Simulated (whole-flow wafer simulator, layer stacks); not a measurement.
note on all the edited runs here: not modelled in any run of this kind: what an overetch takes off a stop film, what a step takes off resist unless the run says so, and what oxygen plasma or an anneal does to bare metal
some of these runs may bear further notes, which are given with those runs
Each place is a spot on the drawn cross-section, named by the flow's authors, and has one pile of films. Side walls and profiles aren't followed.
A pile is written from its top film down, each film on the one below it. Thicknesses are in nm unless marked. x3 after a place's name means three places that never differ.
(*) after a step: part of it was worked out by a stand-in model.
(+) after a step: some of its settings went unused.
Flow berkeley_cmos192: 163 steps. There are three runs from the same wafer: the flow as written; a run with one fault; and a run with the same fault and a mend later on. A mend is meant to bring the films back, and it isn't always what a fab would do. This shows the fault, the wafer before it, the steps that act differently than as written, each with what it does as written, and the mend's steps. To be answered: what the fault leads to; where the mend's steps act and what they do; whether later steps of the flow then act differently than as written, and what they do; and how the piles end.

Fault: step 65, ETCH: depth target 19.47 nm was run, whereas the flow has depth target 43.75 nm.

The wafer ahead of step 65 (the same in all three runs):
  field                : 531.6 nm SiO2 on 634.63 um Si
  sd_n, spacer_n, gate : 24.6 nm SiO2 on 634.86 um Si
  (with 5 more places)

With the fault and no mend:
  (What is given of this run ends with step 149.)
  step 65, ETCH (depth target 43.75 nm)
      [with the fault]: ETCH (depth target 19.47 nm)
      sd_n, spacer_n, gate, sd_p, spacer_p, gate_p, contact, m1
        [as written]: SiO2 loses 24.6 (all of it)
        [with the fault]: SiO2 loses 19.5
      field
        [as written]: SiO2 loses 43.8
        [with the fault]: SiO2 loses 19.5
  Steps later in the flow that act otherwise than as written (34 other steps are not shown; they differ only slightly, by no more than 2% or 0.5 nm, whichever is larger):
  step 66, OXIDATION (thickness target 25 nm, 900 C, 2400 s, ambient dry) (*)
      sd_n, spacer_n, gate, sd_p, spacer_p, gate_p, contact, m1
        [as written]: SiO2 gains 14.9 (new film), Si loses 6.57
        [with the fault]: SiO2 gains 12.9, Si loses 5.69
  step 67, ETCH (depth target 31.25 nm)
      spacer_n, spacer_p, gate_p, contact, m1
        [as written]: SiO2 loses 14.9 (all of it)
        [with the fault]: SiO2 loses 18 (all of it)
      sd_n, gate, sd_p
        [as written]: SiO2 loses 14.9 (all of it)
        [with the fault]: SiO2 loses 18.1 (all of it)
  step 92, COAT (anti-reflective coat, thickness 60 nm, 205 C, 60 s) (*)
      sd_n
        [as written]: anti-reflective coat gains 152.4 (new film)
        [with the fault]: anti-reflective coat gains 170.2 (new film)
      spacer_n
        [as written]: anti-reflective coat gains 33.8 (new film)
        [with the fault]: anti-reflective coat gains 28.6 (new film)
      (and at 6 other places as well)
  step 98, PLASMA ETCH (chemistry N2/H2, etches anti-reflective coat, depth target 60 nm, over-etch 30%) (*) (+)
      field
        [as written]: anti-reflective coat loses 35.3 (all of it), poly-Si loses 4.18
        [with the fault]: anti-reflective coat loses 35.4 (all of it), poly-Si loses 4.77
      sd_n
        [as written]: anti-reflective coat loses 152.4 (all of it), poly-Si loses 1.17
        [with the fault]: anti-reflective coat loses 170.2 (all of it), poly-Si loses 1.31
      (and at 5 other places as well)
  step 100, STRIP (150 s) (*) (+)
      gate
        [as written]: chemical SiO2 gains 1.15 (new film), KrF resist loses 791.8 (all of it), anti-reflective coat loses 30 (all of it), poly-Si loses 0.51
        [with the fault]: chemical SiO2 gains 1.15 (new film), KrF resist loses 811.9 (all of it), anti-reflective coat loses 24.3 (all of it), poly-Si loses 0.51
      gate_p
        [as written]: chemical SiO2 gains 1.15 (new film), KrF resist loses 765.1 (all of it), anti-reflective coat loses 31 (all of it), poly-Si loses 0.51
        [with the fault]: chemical SiO2 gains 1.15 (new film), KrF resist loses 777.7 (all of it), anti-reflective coat loses 27.3 (all of it), poly-Si loses 0.51
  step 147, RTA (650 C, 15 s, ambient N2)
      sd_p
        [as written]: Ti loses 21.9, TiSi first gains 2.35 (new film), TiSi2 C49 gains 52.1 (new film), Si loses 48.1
        [with the fault]: Ti loses 21.5, TiSi first gains 1.38 (new film), TiSi2 C49 gains 52.5 (new film), Si loses 47.8
  The piles after step 149 differ from the flow's at field, sd_p by more than 2% or 0.5 nm, whichever is larger.
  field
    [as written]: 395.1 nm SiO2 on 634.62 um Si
    [with the fault]: 419.2 nm SiO2 on 634.62 um Si
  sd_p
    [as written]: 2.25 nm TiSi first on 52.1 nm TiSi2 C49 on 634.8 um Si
    [with the fault]: 1.27 nm TiSi first on 52.5 nm TiSi2 C49 on 634.8 um Si

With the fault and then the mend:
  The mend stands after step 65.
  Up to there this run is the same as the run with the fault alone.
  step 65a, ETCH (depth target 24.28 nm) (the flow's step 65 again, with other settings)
      spacer_n, spacer_p, gate_p, contact, m1
        SiO2 loses 5.09 (all of it)
      sd_n, sd_p
        SiO2 loses 5.15 (all of it)
      field
        SiO2 loses 24.3
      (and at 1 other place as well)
  Every later step of the flow that is run acts as written, at every place that is followed, to within 2% or 0.5 nm, whichever is larger.
  By the end, the piles equal the flow's at every place that both follow.
